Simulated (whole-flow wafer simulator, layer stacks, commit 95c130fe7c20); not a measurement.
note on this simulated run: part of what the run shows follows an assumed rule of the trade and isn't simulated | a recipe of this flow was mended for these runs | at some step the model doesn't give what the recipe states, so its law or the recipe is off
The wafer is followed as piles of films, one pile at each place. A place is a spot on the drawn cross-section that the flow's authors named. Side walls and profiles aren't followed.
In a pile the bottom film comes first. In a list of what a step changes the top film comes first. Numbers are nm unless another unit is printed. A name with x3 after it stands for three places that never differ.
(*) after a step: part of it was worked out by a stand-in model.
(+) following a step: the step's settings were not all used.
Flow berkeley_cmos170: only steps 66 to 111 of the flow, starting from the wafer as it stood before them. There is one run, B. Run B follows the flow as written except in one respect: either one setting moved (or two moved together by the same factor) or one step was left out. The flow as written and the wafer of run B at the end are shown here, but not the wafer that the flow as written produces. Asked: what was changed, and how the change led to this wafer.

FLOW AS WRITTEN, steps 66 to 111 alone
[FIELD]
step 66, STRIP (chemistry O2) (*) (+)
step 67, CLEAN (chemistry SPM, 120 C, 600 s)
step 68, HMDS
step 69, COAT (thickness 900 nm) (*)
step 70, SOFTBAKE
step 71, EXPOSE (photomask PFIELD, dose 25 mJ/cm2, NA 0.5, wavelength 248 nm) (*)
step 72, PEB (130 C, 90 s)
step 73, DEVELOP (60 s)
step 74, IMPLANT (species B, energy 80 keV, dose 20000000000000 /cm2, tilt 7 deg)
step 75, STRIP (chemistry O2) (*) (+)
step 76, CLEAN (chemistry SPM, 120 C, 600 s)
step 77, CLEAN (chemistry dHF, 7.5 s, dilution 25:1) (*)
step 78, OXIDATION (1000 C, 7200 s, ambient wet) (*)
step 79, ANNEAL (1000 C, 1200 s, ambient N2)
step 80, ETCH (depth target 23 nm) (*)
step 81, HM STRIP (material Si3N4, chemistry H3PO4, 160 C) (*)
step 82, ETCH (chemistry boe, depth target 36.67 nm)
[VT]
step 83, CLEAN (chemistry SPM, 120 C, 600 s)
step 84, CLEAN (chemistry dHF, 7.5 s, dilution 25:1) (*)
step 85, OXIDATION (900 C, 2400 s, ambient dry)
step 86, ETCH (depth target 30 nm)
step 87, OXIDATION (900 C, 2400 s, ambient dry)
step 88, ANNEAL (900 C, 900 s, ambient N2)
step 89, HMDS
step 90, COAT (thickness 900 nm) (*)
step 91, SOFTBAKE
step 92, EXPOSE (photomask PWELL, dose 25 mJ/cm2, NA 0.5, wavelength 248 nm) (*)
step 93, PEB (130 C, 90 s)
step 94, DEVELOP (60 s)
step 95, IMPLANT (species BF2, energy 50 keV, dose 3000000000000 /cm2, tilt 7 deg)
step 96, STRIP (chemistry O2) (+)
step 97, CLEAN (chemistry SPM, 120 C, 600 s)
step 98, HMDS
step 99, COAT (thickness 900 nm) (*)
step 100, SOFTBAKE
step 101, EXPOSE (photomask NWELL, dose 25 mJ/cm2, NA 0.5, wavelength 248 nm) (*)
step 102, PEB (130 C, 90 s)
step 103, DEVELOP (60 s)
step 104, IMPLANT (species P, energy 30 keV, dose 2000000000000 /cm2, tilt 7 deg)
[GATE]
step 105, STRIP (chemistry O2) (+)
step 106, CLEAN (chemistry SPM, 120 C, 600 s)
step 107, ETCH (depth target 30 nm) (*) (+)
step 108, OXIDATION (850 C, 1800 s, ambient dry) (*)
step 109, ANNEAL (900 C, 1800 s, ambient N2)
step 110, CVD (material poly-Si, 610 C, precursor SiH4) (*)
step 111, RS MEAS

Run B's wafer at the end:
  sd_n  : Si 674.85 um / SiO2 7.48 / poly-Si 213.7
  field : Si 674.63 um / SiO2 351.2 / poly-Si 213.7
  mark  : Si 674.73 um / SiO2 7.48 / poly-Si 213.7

What caused this: step 81, HM STRIP: 184 C was run, whereas the flow has 160 C.

Step by step, how the change led to this:
  step 81, HM STRIP (material Si3N4, chemistry H3PO4, 160 C) (*)
      mark, sd_n, spacer_n and 9 more: chemical SiO2 gains 0.5 (new film), Si3N4 loses 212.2 (all of it), SiO2 loses 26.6 (all of it), Si loses 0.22 (as written it would have been: Si3N4 loses 212.2 (all of it), SiO2 loses 11.1)
      field: SiO2 loses 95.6 (as written it would have been: SiO2 loses 17.7)
  step 82, ETCH (chemistry boe, depth target 36.67 nm)
      mark, sd_n, spacer_n and 9 more: chemical SiO2 loses 0.5 (all of it) (as written it would have been: SiO2 loses 15.5 (all of it))
  step 90, COAT (thickness 900 nm) (*)
      field: KrF-resist gains 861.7 (new film) (as written it would have been: KrF-resist gains 840.6 (new film))
      sd_n: KrF-resist gains 966.7 (new film) (as written it would have been: KrF-resist gains 1004.6 (new film))
      (also at 10 further places)
  step 94, DEVELOP (60 s)
      field: KrF-resist loses 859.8 (all of it) (as written it would have been: KrF-resist loses 838.8 (all of it))
      sd_n: KrF-resist loses 964.5 (all of it) (as written it would have been: KrF-resist loses 1002.3 (all of it))
      (also at 7 further places)
  step 96, STRIP (chemistry O2) (+)
      sd_p: KrF-resist loses 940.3 (all of it) (as written it would have been: KrF-resist loses 971.9 (all of it))
      spacer_p: KrF-resist loses 929.2 (all of it) (as written it would have been: KrF-resist loses 953.7 (all of it))
      (also at 1 further place)
  step 99, COAT (thickness 900 nm) (*)
      field: KrF-resist gains 861.7 (new film) (as written it would have been: KrF-resist gains 840.6 (new film))
      sd_n: KrF-resist gains 966.7 (new film) (as written it would have been: KrF-resist gains 1004.6 (new film))
      (also at 10 further places)
  step 103, DEVELOP (60 s)
      sd_p: KrF-resist loses 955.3 (all of it) (as written it would have been: KrF-resist loses 986.9 (all of it))
      spacer_p: KrF-resist loses 944.2 (all of it) (as written it would have been: KrF-resist loses 968.6 (all of it))
      (also at 1 further place)
  step 105, STRIP (chemistry O2) (+)
      field: KrF-resist loses 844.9 (all of it) (as written it would have been: KrF-resist loses 823.8 (all of it))
      sd_n: KrF-resist loses 949.6 (all of it) (as written it would have been: KrF-resist loses 987.4 (all of it))
      (also at 7 further places)
